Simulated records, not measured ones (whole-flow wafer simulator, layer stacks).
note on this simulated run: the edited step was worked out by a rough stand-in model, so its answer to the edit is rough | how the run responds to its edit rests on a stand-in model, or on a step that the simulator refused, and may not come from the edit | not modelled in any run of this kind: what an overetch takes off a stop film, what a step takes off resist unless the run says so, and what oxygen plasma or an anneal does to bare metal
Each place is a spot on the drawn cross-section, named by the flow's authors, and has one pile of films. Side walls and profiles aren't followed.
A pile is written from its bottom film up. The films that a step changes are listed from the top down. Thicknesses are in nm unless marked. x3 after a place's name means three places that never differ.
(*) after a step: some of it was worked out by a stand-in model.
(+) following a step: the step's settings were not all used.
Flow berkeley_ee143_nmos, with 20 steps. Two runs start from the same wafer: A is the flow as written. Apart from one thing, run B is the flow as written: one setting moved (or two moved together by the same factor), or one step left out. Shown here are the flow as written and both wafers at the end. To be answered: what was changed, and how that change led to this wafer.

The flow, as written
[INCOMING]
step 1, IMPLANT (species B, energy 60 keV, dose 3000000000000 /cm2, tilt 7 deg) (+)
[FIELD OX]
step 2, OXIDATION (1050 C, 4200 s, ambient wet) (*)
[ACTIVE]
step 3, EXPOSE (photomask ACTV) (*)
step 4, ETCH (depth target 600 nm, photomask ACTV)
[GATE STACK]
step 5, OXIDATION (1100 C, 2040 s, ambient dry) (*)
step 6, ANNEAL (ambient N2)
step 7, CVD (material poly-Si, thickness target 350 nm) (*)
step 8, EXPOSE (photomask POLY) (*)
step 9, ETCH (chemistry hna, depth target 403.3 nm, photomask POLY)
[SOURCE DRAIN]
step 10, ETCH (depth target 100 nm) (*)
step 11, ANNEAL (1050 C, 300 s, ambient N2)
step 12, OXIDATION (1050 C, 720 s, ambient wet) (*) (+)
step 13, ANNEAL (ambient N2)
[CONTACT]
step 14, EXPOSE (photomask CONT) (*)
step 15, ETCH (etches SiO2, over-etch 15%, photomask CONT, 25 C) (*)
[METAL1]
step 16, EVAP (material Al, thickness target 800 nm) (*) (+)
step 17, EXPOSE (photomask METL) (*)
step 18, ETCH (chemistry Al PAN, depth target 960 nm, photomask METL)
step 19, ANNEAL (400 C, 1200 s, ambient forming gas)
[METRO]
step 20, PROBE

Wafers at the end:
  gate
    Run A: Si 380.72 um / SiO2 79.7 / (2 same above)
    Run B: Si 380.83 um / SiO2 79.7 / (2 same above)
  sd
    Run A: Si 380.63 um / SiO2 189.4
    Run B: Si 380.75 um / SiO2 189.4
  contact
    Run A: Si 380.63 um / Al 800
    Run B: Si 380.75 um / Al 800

The reason: step 2, OXIDATION: 1537 s was run, though the flow has 4200 s.

How this came from the change, step by step:
  step 2, OXIDATION (1050 C, 4200 s, ambient wet) (*)
      gate, sd, contact, field: A SiO2 gains 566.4 (new film), chemical SiO2 loses 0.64 (all of it), Si loses 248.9 | B SiO2 gains 304.8 (new film), chemical SiO2 loses 0.64 (all of it), Si loses 133.8
  step 4, ETCH (depth target 600 nm, photomask ACTV)
      gate, sd, contact: A SiO2 loses 566.4 (all of it) | B SiO2 loses 304.8 (all of it)
  step 5, OXIDATION (1100 C, 2040 s, ambient dry) (*)
      field: A SiO2 gains 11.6, Si loses 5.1 | B SiO2 gains 19.2, Si loses 8.45
  step 12, OXIDATION (1050 C, 720 s, ambient wet) (*) (+)
      field: A SiO2 gains 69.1, Si loses 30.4 | B SiO2 gains 107.3, Si loses 47.2
